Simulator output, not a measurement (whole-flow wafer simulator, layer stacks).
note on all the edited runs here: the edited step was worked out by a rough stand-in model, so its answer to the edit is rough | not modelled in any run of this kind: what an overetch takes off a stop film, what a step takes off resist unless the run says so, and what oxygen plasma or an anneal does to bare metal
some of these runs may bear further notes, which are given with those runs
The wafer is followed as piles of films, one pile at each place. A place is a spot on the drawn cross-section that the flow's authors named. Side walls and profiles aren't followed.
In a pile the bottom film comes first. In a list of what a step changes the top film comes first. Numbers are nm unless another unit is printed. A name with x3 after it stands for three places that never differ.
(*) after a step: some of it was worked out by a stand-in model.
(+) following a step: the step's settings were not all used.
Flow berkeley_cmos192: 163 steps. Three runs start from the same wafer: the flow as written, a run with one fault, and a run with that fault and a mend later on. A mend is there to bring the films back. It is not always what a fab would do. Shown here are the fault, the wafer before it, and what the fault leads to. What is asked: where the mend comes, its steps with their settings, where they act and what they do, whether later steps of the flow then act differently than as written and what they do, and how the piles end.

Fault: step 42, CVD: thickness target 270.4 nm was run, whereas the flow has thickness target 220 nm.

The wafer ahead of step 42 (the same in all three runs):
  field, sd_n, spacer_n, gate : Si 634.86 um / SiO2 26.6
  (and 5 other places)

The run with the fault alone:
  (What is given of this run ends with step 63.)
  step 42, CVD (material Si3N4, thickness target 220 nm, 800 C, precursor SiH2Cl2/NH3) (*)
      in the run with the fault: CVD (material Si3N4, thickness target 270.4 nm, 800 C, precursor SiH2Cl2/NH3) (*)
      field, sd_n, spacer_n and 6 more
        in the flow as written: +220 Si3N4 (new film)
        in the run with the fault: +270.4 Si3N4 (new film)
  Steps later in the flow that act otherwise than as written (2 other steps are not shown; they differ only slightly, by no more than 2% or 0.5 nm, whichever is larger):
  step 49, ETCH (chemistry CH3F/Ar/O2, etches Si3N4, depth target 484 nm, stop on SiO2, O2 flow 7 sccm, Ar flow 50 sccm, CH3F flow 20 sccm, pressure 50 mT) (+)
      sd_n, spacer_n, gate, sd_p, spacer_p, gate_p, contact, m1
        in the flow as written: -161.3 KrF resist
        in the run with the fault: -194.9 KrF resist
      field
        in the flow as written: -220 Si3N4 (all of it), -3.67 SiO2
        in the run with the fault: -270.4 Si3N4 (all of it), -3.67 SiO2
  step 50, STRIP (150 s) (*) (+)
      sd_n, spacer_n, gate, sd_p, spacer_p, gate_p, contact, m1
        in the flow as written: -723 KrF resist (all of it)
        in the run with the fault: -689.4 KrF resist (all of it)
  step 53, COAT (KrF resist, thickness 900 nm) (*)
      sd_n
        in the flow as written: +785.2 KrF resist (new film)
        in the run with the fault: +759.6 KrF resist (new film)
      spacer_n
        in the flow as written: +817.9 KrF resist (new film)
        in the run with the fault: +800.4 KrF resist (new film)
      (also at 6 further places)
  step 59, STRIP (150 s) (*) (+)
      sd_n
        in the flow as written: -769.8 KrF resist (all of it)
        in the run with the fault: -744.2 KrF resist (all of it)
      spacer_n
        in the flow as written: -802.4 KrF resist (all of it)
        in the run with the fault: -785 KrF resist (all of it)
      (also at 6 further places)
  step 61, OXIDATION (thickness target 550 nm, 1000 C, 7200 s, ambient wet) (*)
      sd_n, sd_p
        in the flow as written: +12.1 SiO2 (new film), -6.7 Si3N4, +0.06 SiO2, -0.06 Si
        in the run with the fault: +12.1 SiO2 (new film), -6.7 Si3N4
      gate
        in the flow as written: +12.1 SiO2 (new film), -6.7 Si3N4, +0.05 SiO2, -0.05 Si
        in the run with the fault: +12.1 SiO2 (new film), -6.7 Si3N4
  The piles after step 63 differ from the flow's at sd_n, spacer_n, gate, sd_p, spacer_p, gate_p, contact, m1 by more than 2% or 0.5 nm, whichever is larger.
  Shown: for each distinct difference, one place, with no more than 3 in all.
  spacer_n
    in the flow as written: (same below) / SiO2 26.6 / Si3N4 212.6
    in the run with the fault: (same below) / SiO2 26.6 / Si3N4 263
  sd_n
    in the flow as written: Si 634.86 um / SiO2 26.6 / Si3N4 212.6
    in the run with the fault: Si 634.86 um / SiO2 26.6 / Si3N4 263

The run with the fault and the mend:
  The mend stands after step 42.
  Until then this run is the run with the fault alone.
  step 42a, ETCH (chemistry h3po4, depth target 50.4 nm)
      field, sd_n, spacer_n and 6 more
        -50.4 Si3N4
  Every later step of the flow that is run acts as written at every place that is followed.
  At every place that both follow, the piles at the end match the flow's.
